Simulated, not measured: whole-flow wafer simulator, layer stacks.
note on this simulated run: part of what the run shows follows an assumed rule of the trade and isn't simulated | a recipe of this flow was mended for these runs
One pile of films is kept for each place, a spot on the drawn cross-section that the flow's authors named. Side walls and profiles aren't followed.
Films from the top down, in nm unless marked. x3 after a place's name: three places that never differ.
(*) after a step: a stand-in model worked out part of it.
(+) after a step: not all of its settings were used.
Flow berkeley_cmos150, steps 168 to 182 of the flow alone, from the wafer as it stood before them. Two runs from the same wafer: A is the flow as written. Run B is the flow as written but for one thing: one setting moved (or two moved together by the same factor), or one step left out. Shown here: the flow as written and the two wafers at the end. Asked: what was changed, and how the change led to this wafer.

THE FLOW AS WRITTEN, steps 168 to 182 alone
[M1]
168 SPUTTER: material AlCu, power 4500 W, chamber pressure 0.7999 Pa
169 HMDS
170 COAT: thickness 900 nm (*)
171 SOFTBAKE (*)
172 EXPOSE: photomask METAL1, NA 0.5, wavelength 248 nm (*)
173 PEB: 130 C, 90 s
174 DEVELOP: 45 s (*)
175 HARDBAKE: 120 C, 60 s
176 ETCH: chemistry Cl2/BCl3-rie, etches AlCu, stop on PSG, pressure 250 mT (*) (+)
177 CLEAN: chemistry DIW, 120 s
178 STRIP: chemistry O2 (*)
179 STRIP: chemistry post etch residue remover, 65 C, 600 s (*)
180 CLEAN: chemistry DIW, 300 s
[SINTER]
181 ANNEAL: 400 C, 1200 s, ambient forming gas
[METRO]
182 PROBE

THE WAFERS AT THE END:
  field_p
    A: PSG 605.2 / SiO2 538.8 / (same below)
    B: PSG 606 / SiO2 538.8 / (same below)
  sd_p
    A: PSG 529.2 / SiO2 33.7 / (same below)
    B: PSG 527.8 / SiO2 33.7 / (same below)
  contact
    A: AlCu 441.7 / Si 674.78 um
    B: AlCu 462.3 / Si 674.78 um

The cause: step 168, SPUTTER: chamber pressure 0.6919 Pa was run, where the flow has chamber pressure 0.7999 Pa.

How the change led to this, step by step:
  168 SPUTTER: material AlCu, power 4500 W, chamber pressure 0.7999 Pa
      field, sd_n, gate_n, gate_p, m1: A AlCu +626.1 (new film) | B AlCu +658.8 (new film)
      field_p: A AlCu +619.8 (new film) | B AlCu +658.8 (new film)
      (and at 2 more places)
  176 ETCH: chemistry Cl2/BCl3-rie, etches AlCu, stop on PSG, pressure 250 mT (*) (+)
      field, sd_n, gate_n, gate_p: A AlCu -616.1 (all of it), PSG -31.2 | B AlCu -648.8 (all of it), PSG -31.2
      contact, m1: A thick-KrF-resist -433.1 | B thick-KrF-resist -449.4
      (and at 2 more places)
  178 STRIP: chemistry O2 (*)
      m1: A thick-KrF-resist -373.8 (all of it) | B thick-KrF-resist -357.1 (all of it)
